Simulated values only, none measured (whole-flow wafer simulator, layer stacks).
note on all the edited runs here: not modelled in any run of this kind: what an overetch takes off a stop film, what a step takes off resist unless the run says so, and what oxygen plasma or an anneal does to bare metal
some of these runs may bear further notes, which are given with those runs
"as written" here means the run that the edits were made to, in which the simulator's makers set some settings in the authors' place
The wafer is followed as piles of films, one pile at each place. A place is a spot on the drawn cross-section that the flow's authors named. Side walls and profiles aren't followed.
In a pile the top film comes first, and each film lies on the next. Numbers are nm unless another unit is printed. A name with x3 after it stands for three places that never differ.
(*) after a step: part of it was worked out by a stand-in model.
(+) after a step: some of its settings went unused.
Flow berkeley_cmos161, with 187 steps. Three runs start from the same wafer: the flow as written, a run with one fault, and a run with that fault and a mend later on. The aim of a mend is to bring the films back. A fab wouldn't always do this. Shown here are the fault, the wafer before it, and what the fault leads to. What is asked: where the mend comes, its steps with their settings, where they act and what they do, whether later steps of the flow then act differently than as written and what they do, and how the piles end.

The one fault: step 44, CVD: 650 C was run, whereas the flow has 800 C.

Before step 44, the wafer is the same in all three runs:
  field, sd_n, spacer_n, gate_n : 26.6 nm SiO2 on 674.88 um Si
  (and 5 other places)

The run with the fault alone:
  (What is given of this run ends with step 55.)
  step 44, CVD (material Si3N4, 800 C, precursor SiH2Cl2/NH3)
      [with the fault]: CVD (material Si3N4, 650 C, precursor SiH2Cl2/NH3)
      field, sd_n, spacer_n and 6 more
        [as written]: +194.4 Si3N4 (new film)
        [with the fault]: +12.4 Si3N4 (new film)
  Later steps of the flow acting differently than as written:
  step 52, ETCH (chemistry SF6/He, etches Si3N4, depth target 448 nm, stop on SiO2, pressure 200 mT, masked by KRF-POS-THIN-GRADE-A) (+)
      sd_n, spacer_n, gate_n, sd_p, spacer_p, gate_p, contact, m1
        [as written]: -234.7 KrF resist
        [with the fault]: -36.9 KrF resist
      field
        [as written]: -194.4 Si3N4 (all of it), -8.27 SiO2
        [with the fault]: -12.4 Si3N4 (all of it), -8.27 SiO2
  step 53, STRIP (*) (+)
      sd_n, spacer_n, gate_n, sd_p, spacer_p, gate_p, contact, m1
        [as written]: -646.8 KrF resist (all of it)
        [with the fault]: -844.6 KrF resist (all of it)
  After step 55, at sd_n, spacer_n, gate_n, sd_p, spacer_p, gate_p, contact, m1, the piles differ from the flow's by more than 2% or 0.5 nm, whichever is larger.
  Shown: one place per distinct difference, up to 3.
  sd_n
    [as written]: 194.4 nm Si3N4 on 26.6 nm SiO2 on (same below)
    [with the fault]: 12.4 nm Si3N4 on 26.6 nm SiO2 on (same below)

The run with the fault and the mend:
  The mend follows step 44.
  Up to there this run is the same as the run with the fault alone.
  step 44a, ETCH (chemistry h3po4, depth target 14.27 nm)
      field, sd_n, spacer_n and 6 more
        -12.4 Si3N4 (all of it)
  step 44b, CLEAN (chemistry SPM) (the flow's step 36 again)
      leaves every film unchanged at each place that is followed
  step 44c, CVD (material Si3N4, 800 C, precursor SiH2Cl2/NH3) (the flow's step 44 again)
      field, sd_n, spacer_n and 6 more
        +194.4 Si3N4 (new film)
  None of the later steps of the flow acts differently than as written at any place that is followed.
  At every place that both follow, the piles at the end match the flow's.
